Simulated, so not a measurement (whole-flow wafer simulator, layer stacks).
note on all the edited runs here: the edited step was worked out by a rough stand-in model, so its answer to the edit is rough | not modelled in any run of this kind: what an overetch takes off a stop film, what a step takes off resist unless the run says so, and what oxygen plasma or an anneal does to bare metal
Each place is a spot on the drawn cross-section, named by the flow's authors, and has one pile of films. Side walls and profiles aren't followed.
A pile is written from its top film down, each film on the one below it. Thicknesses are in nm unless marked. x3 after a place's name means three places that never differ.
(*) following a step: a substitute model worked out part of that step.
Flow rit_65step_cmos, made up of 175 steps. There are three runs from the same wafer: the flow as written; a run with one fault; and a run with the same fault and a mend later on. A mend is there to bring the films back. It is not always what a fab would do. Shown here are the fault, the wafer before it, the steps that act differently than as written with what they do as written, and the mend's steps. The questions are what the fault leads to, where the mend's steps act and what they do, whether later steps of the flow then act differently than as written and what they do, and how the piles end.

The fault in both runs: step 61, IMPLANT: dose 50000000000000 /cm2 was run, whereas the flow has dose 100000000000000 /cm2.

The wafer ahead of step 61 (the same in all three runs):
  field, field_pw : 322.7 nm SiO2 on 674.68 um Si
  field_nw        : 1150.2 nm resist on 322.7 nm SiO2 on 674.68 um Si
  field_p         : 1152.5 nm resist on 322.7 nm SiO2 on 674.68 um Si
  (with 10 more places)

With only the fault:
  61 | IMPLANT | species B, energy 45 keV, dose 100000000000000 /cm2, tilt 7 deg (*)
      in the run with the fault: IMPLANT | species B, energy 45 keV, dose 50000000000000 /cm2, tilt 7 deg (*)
      does the same as it does as written at each place that is followed
  Steps later in the flow that act otherwise than as written (not shown: 31 more steps that differ only slightly, by at most 2% or 0.5 nm, whichever is larger):
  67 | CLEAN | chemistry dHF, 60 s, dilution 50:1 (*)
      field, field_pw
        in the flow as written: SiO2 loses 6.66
        in the run with the fault: SiO2 loses 6.12
  The piles end only slightly different from the flow's at the places that both follow, by no more than 2% or 0.5 nm, whichever is larger.

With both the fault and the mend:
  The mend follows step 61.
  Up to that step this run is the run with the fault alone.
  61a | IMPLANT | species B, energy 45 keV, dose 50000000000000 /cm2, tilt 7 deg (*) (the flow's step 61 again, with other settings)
      does not change any film at any place that is followed
  Every later step of the flow that is run acts as written at every place that is followed.
  By the end, the piles equal the flow's at every place that both follow.
